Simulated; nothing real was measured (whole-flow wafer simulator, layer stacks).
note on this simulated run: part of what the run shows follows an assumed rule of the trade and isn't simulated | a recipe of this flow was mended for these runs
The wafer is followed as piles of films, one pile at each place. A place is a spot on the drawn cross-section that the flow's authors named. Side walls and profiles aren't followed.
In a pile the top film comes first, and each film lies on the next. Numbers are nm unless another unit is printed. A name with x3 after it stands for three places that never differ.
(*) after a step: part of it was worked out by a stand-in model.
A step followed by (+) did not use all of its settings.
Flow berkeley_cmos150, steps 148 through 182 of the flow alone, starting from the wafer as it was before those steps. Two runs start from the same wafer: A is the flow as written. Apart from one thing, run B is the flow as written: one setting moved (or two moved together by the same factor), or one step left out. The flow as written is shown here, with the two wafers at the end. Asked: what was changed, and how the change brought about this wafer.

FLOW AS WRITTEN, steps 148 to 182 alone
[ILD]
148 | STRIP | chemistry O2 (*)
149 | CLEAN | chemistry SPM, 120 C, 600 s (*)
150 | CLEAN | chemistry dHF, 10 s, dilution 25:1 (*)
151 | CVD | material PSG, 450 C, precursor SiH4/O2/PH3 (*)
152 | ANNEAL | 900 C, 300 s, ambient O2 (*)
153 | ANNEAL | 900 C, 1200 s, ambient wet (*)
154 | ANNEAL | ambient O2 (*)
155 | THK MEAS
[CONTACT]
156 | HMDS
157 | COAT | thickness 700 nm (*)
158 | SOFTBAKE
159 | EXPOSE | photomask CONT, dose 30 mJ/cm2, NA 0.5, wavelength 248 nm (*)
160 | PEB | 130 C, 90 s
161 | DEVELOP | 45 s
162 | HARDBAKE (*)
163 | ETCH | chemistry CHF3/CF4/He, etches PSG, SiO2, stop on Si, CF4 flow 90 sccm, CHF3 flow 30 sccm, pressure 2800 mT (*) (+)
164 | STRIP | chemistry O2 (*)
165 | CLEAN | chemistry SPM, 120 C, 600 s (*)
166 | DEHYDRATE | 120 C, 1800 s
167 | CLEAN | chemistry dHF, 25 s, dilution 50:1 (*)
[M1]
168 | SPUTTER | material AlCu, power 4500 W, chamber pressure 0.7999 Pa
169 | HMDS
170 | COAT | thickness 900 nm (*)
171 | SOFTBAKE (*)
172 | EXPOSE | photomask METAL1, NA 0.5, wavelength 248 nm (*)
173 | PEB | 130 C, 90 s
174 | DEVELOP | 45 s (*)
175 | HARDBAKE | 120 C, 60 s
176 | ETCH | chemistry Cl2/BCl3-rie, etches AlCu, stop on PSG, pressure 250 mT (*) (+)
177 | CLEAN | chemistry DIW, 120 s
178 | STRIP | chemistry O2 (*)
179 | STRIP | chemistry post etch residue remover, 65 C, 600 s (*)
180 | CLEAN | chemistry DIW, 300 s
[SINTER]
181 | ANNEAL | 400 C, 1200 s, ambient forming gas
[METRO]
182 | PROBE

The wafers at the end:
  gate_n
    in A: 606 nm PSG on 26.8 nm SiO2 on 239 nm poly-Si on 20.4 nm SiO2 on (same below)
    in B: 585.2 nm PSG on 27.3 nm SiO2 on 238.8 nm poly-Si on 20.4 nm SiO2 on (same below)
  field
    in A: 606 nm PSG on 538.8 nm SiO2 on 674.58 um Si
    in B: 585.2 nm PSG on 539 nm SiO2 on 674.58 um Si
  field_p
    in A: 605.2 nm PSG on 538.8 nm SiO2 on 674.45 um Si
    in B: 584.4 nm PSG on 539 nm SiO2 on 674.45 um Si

What caused this: step 151, CVD: 445 C was run, whereas the flow has 450 C.

The path from the change to this, step by step:
  151 | CVD | material PSG, 450 C, precursor SiH4/O2/PH3 (*)
      field, field_p, sd_n, gate_n, gate_p, contact, m1: A +700 PSG (new film) | B +678.2 PSG (new film)
      sd_p: A +639.5 PSG (new film) | B +620.2 PSG (new film)
  153 | ANNEAL | 900 C, 1200 s, ambient wet (*)
      sd_n, contact, m1: A -35 PSG, +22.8 SiO2, -10 Si | B -33.9 PSG, +23.1 SiO2, -10.2 Si
      field, field_p: A -35 PSG, +16.3 SiO2, -7.15 Si | B -33.9 PSG, +16.5 SiO2, -7.24 Si
      (as well as at 3 more places)
  163 | ETCH | chemistry CHF3/CF4/He, etches PSG, SiO2, stop on Si, CF4 flow 90 sccm, CHF3 flow 30 sccm, pressure 2800 mT (*) (+)
      field, field_p, sd_n, gate_n, sd_p, gate_p, m1: A -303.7 KrF-resist | B -296.4 KrF-resist
      contact: A -665 PSG (all of it), -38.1 SiO2 (all of it), -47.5 Si | B -644.3 PSG (all of it), -38.5 SiO2 (all of it), -47.5 Si
  164 | STRIP | chemistry O2 (*)
      field: A -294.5 KrF-resist (all of it) | B -301.6 KrF-resist (all of it)
